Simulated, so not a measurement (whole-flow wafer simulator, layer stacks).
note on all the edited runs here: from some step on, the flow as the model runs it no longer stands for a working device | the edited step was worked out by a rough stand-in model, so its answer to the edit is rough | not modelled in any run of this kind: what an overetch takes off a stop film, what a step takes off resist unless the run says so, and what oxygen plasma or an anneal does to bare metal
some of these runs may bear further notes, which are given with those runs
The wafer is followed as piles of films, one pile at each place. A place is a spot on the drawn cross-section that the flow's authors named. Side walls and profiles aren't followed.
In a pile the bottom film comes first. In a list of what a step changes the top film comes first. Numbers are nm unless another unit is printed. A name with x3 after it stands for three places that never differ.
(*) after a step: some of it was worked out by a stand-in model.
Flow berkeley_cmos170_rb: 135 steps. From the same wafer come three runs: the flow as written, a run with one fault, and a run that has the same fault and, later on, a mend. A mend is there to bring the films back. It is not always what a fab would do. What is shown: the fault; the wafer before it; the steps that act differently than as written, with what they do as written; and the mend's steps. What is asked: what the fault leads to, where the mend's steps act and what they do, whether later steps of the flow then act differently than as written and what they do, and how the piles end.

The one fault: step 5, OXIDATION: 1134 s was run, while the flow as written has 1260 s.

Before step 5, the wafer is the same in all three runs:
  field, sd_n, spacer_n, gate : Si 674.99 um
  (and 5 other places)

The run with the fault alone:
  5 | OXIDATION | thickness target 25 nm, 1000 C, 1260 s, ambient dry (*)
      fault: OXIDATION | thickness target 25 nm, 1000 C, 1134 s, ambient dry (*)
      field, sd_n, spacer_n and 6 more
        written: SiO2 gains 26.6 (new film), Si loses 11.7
        fault: SiO2 gains 25.1 (new film), Si loses 11
  Later steps of the flow acting differently than as written:
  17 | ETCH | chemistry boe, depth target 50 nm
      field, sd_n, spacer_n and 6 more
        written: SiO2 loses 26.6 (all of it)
        fault: SiO2 loses 25.1 (all of it)
  At the end the piles are close to the flow's at the places that both follow, differing by at most 2% or 0.5 nm, whichever is larger.

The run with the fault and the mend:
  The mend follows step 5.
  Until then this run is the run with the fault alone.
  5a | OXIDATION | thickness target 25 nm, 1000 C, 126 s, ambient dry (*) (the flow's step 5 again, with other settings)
      field, sd_n, spacer_n and 6 more
        SiO2 gains 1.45, Si loses 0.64
  Later steps of the flow that are run all act as written at every place that is followed.
  The piles end the same as the flow's at every place that both follow.
